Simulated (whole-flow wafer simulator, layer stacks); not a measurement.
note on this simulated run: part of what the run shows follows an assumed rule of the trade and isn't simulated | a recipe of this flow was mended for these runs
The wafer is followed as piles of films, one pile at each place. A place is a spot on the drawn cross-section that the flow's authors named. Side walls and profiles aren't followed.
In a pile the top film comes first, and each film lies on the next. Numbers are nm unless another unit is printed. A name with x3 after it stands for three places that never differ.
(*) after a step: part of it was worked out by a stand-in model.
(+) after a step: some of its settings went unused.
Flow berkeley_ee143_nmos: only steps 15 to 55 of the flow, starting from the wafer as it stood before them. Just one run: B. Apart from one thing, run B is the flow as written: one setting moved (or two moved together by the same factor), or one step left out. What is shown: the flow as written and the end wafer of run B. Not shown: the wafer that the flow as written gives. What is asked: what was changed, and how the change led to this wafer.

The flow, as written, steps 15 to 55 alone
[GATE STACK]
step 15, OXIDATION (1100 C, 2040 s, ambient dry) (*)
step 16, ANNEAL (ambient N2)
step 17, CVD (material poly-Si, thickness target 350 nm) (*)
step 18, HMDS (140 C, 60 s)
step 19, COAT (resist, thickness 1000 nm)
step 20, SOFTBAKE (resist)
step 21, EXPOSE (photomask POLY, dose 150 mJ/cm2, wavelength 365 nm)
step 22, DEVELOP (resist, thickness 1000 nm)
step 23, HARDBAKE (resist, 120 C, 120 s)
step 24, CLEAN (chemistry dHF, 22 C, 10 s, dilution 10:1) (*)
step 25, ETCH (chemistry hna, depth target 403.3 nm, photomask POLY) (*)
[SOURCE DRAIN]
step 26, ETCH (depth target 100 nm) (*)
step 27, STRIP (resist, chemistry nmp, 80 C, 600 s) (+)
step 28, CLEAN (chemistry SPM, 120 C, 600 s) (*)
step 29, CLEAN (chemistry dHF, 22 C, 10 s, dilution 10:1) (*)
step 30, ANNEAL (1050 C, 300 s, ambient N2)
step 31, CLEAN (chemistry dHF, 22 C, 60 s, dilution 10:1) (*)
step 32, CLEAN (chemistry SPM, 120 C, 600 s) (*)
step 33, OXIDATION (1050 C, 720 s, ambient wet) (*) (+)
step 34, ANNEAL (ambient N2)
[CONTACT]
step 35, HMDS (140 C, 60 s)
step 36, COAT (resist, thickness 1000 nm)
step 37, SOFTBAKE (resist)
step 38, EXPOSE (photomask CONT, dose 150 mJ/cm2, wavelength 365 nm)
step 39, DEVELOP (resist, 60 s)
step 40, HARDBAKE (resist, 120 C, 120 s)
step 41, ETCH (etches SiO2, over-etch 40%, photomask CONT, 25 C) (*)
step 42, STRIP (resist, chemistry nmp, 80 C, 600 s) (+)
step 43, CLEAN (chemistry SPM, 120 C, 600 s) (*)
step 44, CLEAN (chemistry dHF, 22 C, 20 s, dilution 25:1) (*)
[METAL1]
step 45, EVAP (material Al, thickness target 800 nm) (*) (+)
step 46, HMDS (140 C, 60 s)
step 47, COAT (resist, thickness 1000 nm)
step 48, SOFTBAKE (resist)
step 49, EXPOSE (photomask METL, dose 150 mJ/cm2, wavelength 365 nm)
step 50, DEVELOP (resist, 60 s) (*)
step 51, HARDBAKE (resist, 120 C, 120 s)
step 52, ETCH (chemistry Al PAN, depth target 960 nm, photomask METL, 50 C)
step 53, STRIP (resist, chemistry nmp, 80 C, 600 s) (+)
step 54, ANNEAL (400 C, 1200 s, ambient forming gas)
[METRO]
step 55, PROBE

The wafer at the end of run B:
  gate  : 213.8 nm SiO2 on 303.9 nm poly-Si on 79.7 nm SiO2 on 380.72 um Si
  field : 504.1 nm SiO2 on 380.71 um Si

The reason: step 17, CVD: thickness target 400 nm was run, while the flow as written has thickness target 350 nm.

The path from the change to this, step by step:
  step 17, CVD (material poly-Si, thickness target 350 nm) (*)
      gate, sd, contact, field: poly-Si gains 400 (new film) (as written it would have been: poly-Si gains 350 (new film))
  step 25, ETCH (chemistry hna, depth target 403.3 nm, photomask POLY) (*)
      sd, contact, field: poly-Si loses 400 (all of it), SiO2 loses 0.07 (as written it would have been: poly-Si loses 350 (all of it), SiO2 loses 1.07)
  step 36, COAT (resist, thickness 1000 nm)
      gate: resist gains 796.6 (new film) (as written it would have been: resist gains 822.5 (new film))
  step 40, HARDBAKE (resist, 120 C, 120 s)
      gate: resist loses 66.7 (as written it would have been: resist loses 69)
  step 42, STRIP (resist, chemistry nmp, 80 C, 600 s) (+)
      gate: resist loses 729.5 (all of it) (as written it would have been: resist loses 753.2 (all of it))
  step 47, COAT (resist, thickness 1000 nm)
      gate: resist gains 810.4 (new film) (as written it would have been: resist gains 834.7 (new film))
  step 50, DEVELOP (resist, 60 s) (*)
      gate: resist loses 810.4 (all of it), Al loses 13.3 (as written it would have been: resist loses 834.7 (all of it), Al loses 13.3)
